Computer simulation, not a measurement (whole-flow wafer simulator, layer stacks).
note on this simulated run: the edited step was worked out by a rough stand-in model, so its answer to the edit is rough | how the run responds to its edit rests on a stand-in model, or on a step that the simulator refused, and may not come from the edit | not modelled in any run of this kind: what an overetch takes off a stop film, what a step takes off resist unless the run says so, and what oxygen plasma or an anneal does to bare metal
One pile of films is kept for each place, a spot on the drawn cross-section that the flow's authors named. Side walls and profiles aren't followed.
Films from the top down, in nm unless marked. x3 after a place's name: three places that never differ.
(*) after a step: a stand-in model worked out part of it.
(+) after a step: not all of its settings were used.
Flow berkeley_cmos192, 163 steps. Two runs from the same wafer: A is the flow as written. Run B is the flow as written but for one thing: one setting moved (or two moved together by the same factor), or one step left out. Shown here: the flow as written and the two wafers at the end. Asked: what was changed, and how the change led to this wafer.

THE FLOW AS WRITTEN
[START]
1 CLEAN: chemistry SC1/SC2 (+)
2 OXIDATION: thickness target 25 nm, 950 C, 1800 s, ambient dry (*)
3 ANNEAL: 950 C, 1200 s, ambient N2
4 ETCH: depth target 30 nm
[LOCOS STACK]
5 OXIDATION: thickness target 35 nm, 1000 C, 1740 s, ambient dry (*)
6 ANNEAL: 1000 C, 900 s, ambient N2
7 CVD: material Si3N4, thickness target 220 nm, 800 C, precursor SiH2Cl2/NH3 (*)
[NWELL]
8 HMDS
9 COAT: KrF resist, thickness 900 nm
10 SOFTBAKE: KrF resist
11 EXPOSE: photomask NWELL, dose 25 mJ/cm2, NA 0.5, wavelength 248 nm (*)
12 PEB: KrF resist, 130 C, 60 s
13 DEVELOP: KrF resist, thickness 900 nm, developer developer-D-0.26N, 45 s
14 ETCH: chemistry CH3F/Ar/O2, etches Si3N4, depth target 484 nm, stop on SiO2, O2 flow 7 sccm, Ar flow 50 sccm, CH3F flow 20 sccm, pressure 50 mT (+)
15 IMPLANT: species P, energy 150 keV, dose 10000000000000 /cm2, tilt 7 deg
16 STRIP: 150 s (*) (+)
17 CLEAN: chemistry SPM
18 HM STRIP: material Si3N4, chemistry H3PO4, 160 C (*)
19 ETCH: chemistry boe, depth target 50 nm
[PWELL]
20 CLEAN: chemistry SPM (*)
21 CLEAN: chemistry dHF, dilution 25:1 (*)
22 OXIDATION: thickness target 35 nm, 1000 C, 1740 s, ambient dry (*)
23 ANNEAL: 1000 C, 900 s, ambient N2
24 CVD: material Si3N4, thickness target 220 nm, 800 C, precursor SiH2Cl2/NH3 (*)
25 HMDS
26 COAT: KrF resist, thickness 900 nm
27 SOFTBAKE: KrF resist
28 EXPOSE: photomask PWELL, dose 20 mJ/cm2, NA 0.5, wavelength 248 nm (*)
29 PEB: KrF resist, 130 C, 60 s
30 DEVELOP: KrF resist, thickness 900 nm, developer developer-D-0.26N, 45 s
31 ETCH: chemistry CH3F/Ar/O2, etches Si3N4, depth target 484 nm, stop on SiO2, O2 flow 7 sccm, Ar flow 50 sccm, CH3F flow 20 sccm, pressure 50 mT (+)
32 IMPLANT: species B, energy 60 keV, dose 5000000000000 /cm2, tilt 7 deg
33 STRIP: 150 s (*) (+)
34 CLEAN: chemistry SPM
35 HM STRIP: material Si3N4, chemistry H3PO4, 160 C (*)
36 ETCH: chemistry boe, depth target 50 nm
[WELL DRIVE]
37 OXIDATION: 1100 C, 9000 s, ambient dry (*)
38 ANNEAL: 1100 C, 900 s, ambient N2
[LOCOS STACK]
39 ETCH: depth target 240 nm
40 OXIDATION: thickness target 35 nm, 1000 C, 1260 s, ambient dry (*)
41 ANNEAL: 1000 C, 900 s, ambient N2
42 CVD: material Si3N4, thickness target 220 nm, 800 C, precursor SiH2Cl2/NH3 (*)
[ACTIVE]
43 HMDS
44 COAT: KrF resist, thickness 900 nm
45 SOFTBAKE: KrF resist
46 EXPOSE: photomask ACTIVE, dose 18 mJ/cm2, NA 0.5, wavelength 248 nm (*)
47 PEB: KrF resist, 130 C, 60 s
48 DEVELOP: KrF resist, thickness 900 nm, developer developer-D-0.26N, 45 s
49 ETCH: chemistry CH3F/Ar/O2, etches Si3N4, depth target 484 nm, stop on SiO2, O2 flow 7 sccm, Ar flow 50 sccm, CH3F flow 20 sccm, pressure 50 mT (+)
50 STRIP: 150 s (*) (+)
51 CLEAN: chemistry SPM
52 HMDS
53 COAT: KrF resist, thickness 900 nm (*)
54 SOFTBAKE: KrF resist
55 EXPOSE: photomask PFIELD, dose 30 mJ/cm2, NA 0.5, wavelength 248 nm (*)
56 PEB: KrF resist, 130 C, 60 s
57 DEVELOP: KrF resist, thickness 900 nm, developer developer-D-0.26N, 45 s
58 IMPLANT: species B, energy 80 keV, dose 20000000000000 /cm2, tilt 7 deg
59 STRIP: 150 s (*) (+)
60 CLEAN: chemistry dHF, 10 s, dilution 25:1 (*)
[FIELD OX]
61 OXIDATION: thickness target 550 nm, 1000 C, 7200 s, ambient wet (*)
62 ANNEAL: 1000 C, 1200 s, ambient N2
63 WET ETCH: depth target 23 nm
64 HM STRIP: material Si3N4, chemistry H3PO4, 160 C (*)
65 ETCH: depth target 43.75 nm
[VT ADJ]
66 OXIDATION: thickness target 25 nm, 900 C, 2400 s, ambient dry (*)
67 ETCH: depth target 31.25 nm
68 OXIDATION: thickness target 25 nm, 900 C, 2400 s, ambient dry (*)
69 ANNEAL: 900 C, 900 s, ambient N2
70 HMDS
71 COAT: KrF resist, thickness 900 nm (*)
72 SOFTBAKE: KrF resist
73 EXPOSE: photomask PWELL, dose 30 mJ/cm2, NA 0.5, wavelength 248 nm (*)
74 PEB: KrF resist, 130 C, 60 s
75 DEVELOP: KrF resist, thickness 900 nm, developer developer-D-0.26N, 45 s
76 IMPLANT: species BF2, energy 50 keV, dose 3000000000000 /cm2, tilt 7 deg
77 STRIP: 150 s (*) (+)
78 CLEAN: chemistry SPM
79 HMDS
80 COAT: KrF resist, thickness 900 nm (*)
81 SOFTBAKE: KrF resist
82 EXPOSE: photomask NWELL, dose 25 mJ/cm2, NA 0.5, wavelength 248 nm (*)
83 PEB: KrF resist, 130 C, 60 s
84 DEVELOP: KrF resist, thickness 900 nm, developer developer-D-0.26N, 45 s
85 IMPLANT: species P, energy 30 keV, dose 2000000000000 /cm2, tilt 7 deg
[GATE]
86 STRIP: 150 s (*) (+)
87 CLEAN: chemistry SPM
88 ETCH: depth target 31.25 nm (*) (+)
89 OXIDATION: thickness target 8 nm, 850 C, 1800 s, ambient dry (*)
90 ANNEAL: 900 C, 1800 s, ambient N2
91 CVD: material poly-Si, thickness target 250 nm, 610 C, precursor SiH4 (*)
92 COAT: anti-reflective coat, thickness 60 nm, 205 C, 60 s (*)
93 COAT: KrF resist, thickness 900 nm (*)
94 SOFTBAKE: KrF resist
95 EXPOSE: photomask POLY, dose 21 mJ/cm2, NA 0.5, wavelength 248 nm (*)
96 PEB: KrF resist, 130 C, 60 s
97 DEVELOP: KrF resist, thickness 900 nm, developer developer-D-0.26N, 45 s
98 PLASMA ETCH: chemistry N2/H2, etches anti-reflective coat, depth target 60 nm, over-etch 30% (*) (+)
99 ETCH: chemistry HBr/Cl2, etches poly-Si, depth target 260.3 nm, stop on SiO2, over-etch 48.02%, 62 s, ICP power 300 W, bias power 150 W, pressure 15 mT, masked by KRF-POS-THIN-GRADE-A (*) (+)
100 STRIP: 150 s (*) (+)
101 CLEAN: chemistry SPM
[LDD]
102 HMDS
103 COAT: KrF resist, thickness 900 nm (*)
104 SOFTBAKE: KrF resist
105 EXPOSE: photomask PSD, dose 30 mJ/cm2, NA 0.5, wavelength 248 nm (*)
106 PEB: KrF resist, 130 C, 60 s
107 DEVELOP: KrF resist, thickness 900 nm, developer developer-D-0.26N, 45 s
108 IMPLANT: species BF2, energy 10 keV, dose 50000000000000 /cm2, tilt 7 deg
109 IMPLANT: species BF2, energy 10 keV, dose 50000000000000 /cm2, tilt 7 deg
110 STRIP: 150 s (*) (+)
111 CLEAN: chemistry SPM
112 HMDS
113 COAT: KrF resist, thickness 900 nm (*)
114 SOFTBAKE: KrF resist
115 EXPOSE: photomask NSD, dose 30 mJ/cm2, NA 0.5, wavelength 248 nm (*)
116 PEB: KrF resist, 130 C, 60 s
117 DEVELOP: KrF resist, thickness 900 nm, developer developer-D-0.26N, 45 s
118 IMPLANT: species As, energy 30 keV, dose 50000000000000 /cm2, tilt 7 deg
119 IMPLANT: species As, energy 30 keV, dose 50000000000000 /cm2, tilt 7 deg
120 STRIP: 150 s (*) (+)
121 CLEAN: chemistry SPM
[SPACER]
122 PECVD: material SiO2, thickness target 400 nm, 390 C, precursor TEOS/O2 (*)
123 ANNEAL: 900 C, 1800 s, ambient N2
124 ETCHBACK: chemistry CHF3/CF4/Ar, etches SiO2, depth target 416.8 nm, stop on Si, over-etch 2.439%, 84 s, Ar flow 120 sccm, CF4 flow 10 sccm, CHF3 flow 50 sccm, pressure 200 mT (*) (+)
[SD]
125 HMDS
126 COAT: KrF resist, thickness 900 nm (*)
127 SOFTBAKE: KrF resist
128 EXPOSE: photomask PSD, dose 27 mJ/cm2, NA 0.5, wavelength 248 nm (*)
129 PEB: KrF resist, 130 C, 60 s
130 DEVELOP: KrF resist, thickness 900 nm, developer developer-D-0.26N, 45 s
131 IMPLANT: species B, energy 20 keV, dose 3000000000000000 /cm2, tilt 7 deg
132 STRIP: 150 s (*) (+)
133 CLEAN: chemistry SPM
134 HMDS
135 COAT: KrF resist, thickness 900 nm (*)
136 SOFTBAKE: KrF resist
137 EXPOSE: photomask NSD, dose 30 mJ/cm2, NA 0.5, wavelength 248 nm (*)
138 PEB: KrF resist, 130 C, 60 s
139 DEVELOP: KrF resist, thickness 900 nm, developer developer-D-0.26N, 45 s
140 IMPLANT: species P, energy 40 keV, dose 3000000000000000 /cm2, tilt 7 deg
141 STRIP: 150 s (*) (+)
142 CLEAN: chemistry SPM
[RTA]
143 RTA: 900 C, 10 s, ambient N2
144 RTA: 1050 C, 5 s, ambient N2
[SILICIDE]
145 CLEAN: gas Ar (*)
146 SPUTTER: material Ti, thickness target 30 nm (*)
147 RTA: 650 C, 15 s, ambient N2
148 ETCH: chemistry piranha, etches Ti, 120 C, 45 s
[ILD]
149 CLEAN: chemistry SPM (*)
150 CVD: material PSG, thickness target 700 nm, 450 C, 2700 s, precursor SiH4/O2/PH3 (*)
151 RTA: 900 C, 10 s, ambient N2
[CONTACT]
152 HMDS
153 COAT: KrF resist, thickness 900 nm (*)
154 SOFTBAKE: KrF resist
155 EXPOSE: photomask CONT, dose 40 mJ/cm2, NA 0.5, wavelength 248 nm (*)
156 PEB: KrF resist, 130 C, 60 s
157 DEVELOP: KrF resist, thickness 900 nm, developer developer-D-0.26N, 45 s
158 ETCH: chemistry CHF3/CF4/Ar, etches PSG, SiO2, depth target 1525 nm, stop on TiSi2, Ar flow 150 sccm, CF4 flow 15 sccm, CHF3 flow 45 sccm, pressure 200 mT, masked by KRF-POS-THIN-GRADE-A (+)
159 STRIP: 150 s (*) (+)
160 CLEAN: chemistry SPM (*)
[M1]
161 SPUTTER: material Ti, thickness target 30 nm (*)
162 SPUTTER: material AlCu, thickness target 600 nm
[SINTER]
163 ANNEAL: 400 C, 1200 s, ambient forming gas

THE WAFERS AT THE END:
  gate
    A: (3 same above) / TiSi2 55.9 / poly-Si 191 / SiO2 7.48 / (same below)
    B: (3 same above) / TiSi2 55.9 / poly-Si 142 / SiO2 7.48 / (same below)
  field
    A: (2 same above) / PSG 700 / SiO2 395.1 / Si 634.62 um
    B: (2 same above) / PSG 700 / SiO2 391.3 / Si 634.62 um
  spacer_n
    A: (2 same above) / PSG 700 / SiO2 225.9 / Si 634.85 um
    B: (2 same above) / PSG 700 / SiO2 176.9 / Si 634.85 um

The cause: step 91, CVD: thickness target 201 nm was run, where the flow has thickness target 250 nm.

How the change led to this, step by step:
  91 CVD: material poly-Si, thickness target 250 nm, 610 C, precursor SiH4 (*)
      field, sd_n, spacer_n and 6 more: A poly-Si +250 (new film) | B poly-Si +201 (new film)
  92 COAT: anti-reflective coat, thickness 60 nm, 205 C, 60 s (*)
      contact: A anti-reflective coat +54 (new film) | B anti-reflective coat +52.7 (new film)
  98 PLASMA ETCH: chemistry N2/H2, etches anti-reflective coat, depth target 60 nm, over-etch 30% (*) (+)
      contact: A anti-reflective coat -54 (all of it), poly-Si -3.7 | B anti-reflective coat -52.7 (all of it), poly-Si -3.64
  99 ETCH: chemistry HBr/Cl2, etches poly-Si, depth target 260.3 nm, stop on SiO2, over-etch 48.02%, 62 s, ICP power 300 W, bias power 150 W, pressure 15 mT, masked by KRF-POS-THIN-GRADE-A (*) (+)
      field, spacer_n, spacer_p: A poly-Si -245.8 (all of it), SiO2 -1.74 | B poly-Si -196.9 (all of it), SiO2 -5.5
      sd_n: A poly-Si -248.8 (all of it), SiO2 -1.51 | B poly-Si -199.8 (all of it), SiO2 -5.28
      (and at 3 more places)
  103 COAT: KrF resist, thickness 900 nm (*)
      gate: A KrF resist +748 (new film) | B KrF resist +787.9 (new film)
      gate_p: A KrF resist +744.1 (new film) | B KrF resist +783.9 (new film)
  107 DEVELOP: KrF resist, thickness 900 nm, developer developer-D-0.26N, 45 s
      gate_p: A KrF resist -742.9 (all of it) | B KrF resist -782.7 (all of it)
  110 STRIP: 150 s (*) (+)
      gate: A KrF resist -732.7 (all of it), chemical SiO2 +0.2, poly-Si -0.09 | B KrF resist -772.4 (all of it), chemical SiO2 +0.2, poly-Si -0.09
  113 COAT: KrF resist, thickness 900 nm (*)
      gate: A KrF resist +747.9 (new film) | B KrF resist +787.2 (new film)
      gate_p: A KrF resist +743.9 (new film) | B KrF resist +783.2 (new film)
  117 DEVELOP: KrF resist, thickness 900 nm, developer developer-D-0.26N, 45 s
      gate: A KrF resist -746.8 (all of it) | B KrF resist -785.9 (all of it)
  120 STRIP: 150 s (*) (+)
      gate_p: A KrF resist -728.6 (all of it), chemical SiO2 +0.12, poly-Si -0.05 | B KrF resist -767.7 (all of it), chemical SiO2 +0.12, poly-Si -0.05
  124 ETCHBACK: chemistry CHF3/CF4/Ar, etches SiO2, depth target 416.8 nm, stop on Si, over-etch 2.439%, 84 s, Ar flow 120 sccm, CF4 flow 10 sccm, CHF3 flow 50 sccm, pressure 200 mT (*) (+)
      spacer_n: A SiO2 -160 | B SiO2 -205.2
      spacer_p: A SiO2 -159.9 | B SiO2 -205.1
  126 COAT: KrF resist, thickness 900 nm (*)
      spacer_n: A KrF resist +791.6 (new film) | B KrF resist +827.1 (new film)
      gate: A KrF resist +771.5 (new film) | B KrF resist +806.2 (new film)
      (and at 2 more places)
  130 DEVELOP: KrF resist, thickness 900 nm, developer developer-D-0.26N, 45 s
      spacer_p: A KrF resist -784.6 (all of it) | B KrF resist -820.1 (all of it)
      gate_p: A KrF resist -764.3 (all of it) | B KrF resist -799 (all of it)
  132 STRIP: 150 s (*) (+)
      spacer_n: A KrF resist -776.1 (all of it) | B KrF resist -811.6 (all of it)
      gate: A chemical SiO2 +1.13 (new film), KrF resist -756.1 (all of it), poly-Si -0.5 | B chemical SiO2 +1.13 (new film), KrF resist -790.7 (all of it), poly-Si -0.5
  135 COAT: KrF resist, thickness 900 nm (*)
      spacer_n: A KrF resist +791.1 (new film) | B KrF resist +826.7 (new film)
      gate: A KrF resist +770.3 (new film) | B KrF resist +805.1 (new film)
      (and at 2 more places)
  139 DEVELOP: KrF resist, thickness 900 nm, developer developer-D-0.26N, 45 s
      spacer_n: A KrF resist -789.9 (all of it) | B KrF resist -825.4 (all of it)
      gate: A KrF resist -769.1 (all of it) | B KrF resist -803.9 (all of it)
  ... 2 more steps ...
  159 STRIP: 150 s (*) (+)
      spacer_n: A KrF resist -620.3 (all of it) | B KrF resist -646.1 (all of it)
      gate: A KrF resist -600.1 (all of it) | B KrF resist -623.2 (all of it)
      (and at 2 more places)
